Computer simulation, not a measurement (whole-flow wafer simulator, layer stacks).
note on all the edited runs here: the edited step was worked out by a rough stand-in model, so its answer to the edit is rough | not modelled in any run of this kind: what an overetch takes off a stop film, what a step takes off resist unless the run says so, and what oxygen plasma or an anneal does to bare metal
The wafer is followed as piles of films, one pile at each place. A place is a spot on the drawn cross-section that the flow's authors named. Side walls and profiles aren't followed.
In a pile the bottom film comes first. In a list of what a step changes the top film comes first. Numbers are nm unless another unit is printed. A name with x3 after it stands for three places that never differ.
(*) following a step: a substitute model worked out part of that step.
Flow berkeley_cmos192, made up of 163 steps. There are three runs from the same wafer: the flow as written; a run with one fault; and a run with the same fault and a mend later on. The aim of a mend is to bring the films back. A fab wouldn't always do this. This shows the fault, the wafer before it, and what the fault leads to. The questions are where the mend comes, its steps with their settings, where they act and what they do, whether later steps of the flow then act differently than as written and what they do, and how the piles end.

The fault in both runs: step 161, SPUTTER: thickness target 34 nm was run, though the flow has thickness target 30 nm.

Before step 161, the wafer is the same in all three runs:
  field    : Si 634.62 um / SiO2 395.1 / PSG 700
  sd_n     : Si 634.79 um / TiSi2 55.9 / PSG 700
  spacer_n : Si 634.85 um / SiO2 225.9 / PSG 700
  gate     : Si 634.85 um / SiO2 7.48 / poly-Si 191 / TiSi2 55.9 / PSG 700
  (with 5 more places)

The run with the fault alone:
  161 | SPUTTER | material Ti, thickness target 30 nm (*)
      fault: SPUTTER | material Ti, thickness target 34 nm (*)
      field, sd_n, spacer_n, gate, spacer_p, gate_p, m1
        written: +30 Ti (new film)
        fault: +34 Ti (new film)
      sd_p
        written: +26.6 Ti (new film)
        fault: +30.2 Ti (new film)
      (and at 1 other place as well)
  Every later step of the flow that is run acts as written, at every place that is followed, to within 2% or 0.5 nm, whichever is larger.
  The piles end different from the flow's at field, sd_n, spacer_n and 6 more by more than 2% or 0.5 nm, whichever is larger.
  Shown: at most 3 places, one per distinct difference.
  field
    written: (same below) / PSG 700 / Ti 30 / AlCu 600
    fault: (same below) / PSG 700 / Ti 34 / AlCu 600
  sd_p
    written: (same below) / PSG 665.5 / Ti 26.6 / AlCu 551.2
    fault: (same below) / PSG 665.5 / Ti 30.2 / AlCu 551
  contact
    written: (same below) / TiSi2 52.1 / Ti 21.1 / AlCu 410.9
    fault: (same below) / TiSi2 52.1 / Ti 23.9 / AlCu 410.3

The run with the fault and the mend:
  The mend stands after step 161.
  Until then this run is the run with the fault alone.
  161a | ETCH | chemistry piranha, etches Ti, 120 C, 59 s (the flow's step 148 again, with other settings)
      field, sd_n, spacer_n, gate, spacer_p, gate_p, m1
        -34 Ti (all of it)
      sd_p
        -30.2 Ti (all of it)
      contact
        -23.9 Ti (all of it), -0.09 TiSi2
  161b | SPUTTER | material Ti, thickness target 30 nm (*) (the flow's step 161 again)
      field, sd_n, spacer_n, gate, spacer_p, gate_p, m1
        +30 Ti (new film)
      sd_p
        +26.6 Ti (new film)
      contact
        +21.1 Ti (new film)
  Every later step of the flow that is run acts as written at every place that is followed.
  At the end the piles are close to the flow's at the places that both follow, differing by at most 2% or 0.5 nm, whichever is larger.
